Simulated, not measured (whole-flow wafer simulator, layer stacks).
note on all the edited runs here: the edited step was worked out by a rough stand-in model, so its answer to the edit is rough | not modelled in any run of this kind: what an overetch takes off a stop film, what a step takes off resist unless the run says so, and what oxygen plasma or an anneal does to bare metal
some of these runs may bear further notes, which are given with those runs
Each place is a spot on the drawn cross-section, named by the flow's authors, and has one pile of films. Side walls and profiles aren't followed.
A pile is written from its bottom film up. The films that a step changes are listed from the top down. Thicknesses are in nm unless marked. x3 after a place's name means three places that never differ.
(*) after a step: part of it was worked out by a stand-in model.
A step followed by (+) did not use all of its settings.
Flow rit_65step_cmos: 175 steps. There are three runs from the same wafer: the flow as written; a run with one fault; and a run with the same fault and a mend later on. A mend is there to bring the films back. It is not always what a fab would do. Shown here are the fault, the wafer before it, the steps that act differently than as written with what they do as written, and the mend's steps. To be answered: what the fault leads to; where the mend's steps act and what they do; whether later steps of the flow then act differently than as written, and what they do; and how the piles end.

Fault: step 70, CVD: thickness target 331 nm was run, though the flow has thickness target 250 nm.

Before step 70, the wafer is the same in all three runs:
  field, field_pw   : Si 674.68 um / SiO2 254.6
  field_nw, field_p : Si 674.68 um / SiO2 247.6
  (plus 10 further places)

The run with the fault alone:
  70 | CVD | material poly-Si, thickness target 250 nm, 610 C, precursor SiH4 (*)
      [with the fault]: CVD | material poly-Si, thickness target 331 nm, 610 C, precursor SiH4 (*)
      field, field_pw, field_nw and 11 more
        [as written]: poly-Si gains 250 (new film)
        [with the fault]: poly-Si gains 331 (new film)
  Later steps of the flow acting differently than as written (not shown: 7 more steps that differ only slightly, by at most 2% or 0.5 nm, whichever is larger):
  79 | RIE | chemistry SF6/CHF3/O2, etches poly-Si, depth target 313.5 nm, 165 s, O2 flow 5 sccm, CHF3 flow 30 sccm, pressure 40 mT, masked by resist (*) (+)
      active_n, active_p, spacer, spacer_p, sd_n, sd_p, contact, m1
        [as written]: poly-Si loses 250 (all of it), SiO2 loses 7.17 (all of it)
        [with the fault]: poly-Si loses 313.5
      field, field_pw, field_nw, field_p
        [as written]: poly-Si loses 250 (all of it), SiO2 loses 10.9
        [with the fault]: poly-Si loses 313.5
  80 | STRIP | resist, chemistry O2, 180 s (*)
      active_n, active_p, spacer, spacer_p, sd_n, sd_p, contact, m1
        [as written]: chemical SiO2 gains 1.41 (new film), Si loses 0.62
        [with the fault]: chemical SiO2 gains 1.41 (new film), poly-Si loses 0.62
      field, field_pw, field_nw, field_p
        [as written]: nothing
        [with the fault]: chemical SiO2 gains 1.41 (new film), poly-Si loses 0.62
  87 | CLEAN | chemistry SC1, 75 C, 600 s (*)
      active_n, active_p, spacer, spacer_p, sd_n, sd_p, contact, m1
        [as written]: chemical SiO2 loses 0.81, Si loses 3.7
        [with the fault]: chemical SiO2 loses 0.81, poly-Si loses 3.7
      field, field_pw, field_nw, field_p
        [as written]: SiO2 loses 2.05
        [with the fault]: chemical SiO2 loses 0.81, poly-Si loses 3.7
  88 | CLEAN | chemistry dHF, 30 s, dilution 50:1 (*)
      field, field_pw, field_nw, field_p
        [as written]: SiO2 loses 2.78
        [with the fault]: chemical SiO2 loses 0.6 (all of it)
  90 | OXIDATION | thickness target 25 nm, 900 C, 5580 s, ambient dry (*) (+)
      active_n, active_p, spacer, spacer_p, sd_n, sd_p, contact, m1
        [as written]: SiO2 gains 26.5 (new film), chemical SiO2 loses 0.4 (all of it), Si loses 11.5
        [with the fault]: SiO2 gains 28.9 (new film), chemical SiO2 loses 0.4 (all of it), poly-Si loses 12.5
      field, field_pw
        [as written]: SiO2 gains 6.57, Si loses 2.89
        [with the fault]: SiO2 gains 28.9 (new film), chemical SiO2 loses 0.4 (all of it), poly-Si loses 12.5
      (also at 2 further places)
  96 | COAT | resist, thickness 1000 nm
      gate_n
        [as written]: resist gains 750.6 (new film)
        [with the fault]: resist gains 701.1 (new film)
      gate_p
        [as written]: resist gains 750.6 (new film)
        [with the fault]: resist gains 701 (new film)
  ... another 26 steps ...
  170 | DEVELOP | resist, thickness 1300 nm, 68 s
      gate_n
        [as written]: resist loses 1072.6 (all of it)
        [with the fault]: resist loses 1030.9 (all of it)
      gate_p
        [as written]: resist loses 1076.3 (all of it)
        [with the fault]: resist loses 1034.5 (all of it)
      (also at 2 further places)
  At field, field_pw, field_nw, field_p, gate_n, gate_p, spacer, spacer_p, the piles at the end differ from the flow's by more than 2% or 0.5 nm, whichever is larger.
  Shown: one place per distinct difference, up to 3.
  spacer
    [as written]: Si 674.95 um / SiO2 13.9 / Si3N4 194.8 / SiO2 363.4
    [with the fault]: Si 674.97 um / SiO2 7.17 / poly-Si 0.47 / SiO2 16.3 / Si3N4 249.8 / SiO2 363.4
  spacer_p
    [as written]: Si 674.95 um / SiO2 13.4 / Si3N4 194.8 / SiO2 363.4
    [with the fault]: Si 674.97 um / SiO2 7.17 / poly-Si 0.47 / SiO2 15.7 / Si3N4 249.8 / SiO2 363.4
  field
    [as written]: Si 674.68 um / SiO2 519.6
    [with the fault]: Si 674.68 um / SiO2 557.9

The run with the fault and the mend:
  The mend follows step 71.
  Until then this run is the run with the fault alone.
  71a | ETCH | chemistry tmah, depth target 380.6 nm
      field, field_pw, field_nw and 11 more
        poly-Si loses 331 (all of it)
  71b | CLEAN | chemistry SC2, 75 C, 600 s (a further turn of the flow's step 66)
      alters no film at any place that is followed
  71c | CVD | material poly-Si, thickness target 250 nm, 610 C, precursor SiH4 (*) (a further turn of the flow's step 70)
      field, field_pw, field_nw and 11 more
        poly-Si gains 250 (new film)
  Later steps of the flow that are run all act as written at every place that is followed.
  By the end, the piles equal the flow's at every place that both follow.
